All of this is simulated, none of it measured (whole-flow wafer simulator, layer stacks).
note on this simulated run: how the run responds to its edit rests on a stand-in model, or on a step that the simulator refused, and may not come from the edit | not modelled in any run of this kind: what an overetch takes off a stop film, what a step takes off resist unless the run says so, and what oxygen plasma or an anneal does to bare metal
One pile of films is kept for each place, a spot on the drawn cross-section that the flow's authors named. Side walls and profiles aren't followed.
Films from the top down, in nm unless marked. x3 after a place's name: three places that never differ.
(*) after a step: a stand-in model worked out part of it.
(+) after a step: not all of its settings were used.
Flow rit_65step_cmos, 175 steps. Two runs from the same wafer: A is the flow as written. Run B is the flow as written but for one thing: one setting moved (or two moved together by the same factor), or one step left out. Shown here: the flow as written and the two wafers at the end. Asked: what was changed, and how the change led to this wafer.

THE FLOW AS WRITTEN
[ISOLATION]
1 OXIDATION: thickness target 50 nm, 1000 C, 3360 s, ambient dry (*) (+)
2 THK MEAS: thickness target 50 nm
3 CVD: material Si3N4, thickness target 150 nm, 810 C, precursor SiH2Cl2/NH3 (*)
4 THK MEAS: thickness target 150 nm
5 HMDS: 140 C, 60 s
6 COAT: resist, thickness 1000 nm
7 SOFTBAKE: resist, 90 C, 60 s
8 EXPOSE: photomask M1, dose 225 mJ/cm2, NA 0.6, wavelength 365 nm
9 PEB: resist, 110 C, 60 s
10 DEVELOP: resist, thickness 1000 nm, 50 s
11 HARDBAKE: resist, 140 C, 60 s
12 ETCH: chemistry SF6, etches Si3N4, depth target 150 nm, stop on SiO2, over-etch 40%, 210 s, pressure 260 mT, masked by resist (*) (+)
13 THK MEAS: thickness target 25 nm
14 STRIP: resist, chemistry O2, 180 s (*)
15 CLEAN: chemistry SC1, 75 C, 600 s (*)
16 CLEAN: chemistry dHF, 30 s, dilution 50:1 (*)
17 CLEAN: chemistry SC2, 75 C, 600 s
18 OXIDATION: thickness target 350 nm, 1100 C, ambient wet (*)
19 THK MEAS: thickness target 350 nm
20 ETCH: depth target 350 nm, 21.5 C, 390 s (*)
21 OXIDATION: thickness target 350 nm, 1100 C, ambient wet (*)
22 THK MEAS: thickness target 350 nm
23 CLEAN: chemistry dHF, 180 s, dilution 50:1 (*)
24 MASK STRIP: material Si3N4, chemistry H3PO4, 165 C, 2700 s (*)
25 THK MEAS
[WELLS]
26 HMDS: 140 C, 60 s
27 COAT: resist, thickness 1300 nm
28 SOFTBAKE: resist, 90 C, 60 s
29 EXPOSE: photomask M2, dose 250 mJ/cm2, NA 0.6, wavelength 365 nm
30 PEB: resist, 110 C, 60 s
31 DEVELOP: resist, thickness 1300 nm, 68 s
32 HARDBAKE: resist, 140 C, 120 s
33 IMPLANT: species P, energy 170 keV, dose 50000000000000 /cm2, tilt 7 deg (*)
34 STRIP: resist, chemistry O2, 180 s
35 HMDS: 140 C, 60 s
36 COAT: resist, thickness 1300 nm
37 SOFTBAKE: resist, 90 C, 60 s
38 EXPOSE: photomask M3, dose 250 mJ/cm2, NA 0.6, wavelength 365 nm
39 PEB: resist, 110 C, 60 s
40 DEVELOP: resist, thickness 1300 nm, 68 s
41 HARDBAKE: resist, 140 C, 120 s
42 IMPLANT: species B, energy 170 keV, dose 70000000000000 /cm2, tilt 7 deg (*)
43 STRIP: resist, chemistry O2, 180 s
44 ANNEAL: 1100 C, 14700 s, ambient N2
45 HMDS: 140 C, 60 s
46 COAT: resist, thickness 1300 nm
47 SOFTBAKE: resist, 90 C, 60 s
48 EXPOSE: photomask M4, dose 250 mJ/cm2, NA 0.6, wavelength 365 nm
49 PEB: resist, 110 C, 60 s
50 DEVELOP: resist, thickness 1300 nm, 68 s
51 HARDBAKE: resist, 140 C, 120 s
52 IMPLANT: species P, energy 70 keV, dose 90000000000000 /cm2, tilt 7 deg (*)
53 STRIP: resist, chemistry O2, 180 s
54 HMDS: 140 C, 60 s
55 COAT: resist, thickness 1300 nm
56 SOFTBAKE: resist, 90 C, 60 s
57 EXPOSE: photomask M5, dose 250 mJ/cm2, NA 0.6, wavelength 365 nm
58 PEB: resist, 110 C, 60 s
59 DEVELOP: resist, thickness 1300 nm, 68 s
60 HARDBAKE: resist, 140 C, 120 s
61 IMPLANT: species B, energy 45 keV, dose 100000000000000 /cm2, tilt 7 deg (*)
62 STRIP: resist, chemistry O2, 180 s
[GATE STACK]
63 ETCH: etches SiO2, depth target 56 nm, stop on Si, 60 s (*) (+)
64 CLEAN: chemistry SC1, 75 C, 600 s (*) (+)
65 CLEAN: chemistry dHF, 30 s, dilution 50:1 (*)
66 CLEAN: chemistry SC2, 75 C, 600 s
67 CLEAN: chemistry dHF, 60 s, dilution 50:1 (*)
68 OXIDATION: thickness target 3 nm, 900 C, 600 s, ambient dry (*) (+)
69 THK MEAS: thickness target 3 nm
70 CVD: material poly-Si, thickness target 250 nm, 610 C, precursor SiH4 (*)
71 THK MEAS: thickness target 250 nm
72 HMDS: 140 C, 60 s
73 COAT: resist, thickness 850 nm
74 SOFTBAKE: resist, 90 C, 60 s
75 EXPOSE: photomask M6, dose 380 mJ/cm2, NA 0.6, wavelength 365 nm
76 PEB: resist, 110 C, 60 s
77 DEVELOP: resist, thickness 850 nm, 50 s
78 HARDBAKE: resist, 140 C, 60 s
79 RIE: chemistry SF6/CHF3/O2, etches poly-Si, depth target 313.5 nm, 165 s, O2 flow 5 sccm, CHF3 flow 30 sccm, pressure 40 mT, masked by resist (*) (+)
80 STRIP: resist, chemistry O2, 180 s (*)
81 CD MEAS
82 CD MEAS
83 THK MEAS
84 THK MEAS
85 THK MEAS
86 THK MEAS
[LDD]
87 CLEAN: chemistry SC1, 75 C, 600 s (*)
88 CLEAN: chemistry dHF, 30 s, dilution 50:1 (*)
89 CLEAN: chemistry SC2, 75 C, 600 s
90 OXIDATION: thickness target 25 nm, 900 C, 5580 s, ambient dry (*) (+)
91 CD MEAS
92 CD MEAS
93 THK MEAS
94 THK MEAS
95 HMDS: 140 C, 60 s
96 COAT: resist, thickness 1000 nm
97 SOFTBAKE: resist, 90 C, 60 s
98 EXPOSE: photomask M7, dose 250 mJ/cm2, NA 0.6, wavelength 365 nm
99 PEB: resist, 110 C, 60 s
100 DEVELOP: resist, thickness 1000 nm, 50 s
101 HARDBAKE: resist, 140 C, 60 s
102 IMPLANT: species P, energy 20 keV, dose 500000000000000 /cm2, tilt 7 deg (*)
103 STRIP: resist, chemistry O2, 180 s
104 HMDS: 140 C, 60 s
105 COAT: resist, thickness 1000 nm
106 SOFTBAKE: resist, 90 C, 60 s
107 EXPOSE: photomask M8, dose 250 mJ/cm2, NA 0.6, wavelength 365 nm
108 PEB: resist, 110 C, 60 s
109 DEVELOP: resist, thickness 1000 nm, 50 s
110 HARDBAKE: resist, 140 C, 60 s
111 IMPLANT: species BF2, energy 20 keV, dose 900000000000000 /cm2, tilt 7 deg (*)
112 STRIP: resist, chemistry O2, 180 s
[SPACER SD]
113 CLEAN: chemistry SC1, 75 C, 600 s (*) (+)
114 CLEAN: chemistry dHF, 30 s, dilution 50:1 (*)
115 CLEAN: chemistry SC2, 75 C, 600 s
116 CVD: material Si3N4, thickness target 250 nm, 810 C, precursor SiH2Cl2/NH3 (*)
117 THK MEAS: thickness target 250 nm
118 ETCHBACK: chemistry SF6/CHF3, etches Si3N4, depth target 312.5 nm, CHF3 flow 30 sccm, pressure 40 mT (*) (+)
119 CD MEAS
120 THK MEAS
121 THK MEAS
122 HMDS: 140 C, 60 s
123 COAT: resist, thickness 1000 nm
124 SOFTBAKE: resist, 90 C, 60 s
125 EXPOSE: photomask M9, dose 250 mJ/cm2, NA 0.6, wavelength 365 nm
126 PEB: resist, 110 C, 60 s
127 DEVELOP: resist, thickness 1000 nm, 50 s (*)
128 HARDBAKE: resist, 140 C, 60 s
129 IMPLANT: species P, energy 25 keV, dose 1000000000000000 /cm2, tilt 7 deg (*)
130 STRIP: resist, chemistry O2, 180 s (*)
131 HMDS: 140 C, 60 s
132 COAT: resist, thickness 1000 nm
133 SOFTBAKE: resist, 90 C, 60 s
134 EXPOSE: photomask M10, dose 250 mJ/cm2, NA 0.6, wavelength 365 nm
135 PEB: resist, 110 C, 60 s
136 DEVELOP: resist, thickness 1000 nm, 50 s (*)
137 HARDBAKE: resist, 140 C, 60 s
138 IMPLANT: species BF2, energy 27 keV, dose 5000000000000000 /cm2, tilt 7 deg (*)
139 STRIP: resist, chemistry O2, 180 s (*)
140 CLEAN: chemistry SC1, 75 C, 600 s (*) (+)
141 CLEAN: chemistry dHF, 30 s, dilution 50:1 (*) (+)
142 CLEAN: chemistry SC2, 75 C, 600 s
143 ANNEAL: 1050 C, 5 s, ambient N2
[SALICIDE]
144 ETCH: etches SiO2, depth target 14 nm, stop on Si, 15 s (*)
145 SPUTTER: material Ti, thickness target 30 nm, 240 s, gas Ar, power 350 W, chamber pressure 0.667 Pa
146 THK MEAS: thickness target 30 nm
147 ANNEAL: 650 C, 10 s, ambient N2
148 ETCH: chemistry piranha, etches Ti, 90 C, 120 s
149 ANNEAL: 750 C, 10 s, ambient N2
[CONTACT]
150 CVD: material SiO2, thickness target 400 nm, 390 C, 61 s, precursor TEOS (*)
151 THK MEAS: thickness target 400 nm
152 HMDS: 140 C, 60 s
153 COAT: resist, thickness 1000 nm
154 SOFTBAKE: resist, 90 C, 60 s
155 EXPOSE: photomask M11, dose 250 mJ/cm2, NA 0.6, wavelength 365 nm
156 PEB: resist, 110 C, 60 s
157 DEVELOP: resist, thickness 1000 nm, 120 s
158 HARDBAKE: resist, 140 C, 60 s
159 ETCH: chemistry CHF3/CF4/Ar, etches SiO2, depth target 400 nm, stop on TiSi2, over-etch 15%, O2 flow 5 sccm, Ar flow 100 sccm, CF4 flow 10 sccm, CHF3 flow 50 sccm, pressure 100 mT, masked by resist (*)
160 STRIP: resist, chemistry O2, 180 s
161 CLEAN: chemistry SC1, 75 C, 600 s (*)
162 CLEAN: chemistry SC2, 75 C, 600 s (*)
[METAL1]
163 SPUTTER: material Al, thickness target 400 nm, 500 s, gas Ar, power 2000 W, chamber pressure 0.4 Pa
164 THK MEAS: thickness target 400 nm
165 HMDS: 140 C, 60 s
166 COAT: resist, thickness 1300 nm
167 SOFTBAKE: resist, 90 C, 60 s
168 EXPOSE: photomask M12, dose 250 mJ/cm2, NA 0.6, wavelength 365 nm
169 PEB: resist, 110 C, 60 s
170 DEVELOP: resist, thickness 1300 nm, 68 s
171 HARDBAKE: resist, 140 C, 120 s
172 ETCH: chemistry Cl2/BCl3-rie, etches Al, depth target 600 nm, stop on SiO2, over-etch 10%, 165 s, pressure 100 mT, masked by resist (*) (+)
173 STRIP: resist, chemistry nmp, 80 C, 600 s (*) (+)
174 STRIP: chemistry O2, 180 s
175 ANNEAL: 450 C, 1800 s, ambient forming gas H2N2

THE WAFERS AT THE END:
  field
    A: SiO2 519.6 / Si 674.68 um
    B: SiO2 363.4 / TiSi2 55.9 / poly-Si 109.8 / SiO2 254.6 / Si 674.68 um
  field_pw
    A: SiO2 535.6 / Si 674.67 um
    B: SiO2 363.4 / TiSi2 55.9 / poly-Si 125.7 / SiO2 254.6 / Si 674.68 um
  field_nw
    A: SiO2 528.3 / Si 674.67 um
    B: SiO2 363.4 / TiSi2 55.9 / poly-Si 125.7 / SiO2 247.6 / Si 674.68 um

The cause: step 79, RIE: chemistry SF6/CHF3/O2, etches poly-Si, depth target 313.5 nm, 165 s, O2 flow 5 sccm, CHF3 flow 30 sccm, pressure 40 mT, masked by resist (*) (+), was left out.

How the change led to this, step by step:
  80 STRIP: resist, chemistry O2, 180 s (*)
      active_n, active_p, spacer, spacer_p, sd_n, sd_p, contact, m1: A chemical SiO2 +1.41 (new film), Si -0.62 | B chemical SiO2 +1.41 (new film), poly-Si -0.62
      field, field_pw, field_nw, field_p: A nothing | B chemical SiO2 +1.41 (new film), poly-Si -0.62
      (and at 2 more places)
  87 CLEAN: chemistry SC1, 75 C, 600 s (*)
      active_n, active_p, spacer, spacer_p, sd_n, sd_p, contact, m1: A chemical SiO2 -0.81, Si -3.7 | B chemical SiO2 -0.81, poly-Si -3.7
      field, field_pw, field_nw, field_p: A SiO2 -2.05 | B chemical SiO2 -0.81, poly-Si -3.7
  88 CLEAN: chemistry dHF, 30 s, dilution 50:1 (*)
      field, field_pw, field_nw, field_p: A SiO2 -2.78 | B chemical SiO2 -0.6 (all of it)
  90 OXIDATION: thickness target 25 nm, 900 C, 5580 s, ambient dry (*) (+)
      active_n, active_p, spacer, spacer_p, sd_n, sd_p, contact, m1: A SiO2 +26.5 (new film), chemical SiO2 -0.4 (all of it), Si -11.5 | B SiO2 +28.9 (new film), chemical SiO2 -0.4 (all of it), poly-Si -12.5
      field, field_pw: A SiO2 +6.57, Si -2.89 | B SiO2 +28.9 (new film), chemical SiO2 -0.4 (all of it), poly-Si -12.5
      (and at 2 more places)
  96 COAT: resist, thickness 1000 nm
      gate_n, gate_p: A resist +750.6 (new film) | B resist +996.6 (new film)
  99 PEB: resist, 110 C, 60 s
      gate_n, gate_p: A resist -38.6 | B resist -51.8
  100 DEVELOP: resist, thickness 1000 nm, 50 s
      gate_n: A resist -712.1 (all of it) | B resist -944.8 (all of it)
  101 HARDBAKE: resist, 140 C, 60 s
      gate_p: A resist -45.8 | B resist -63.3
  103 STRIP: resist, chemistry O2, 180 s
      gate_p: A resist -666.3 (all of it) | B resist -881.5 (all of it)
  105 COAT: resist, thickness 1000 nm
      gate_n, gate_p: A resist +750.6 (new film) | B resist +996.6 (new film)
  108 PEB: resist, 110 C, 60 s
      gate_n, gate_p: A resist -38.6 | B resist -51.8
  109 DEVELOP: resist, thickness 1000 nm, 50 s
      gate_p: A resist -712.1 (all of it) | B resist -944.8 (all of it)
  110 HARDBAKE: resist, 140 C, 60 s
      gate_n: A resist -45.8 | B resist -63.3
  112 STRIP: resist, chemistry O2, 180 s
      gate_n: A resist -666.3 (all of it) | B resist -881.5 (all of it)
  118 ETCHBACK: chemistry SF6/CHF3, etches Si3N4, depth target 312.5 nm, CHF3 flow 30 sccm, pressure 40 mT (*) (+)
      field_pw, field_nw: A Si3N4 -250 (all of it), SiO2 -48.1 | B Si3N4 -250 (all of it), SiO2 -24.1 (all of it), poly-Si -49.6
      field: A Si3N4 -250 (all of it), SiO2 -48.1 | B Si3N4 -250 (all of it), SiO2 -16.3 (all of it), poly-Si -65.5
      (and at 3 more places)
  123 COAT: resist, thickness 1000 nm
      field: A resist +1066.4 (new film) | B resist +1027.9 (new film)
      field_pw: A resist +1044.8 (new film) | B resist +1010.7 (new film)
      (and at 6 more places)
  ... 23 more steps ...
  170 DEVELOP: resist, thickness 1300 nm, 68 s
      field: A resist -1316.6 (all of it) | B resist -1252.7 (all of it)
      field_pw: A resist -1285.5 (all of it) | B resist -1238.7 (all of it)
      (and at 6 more places)
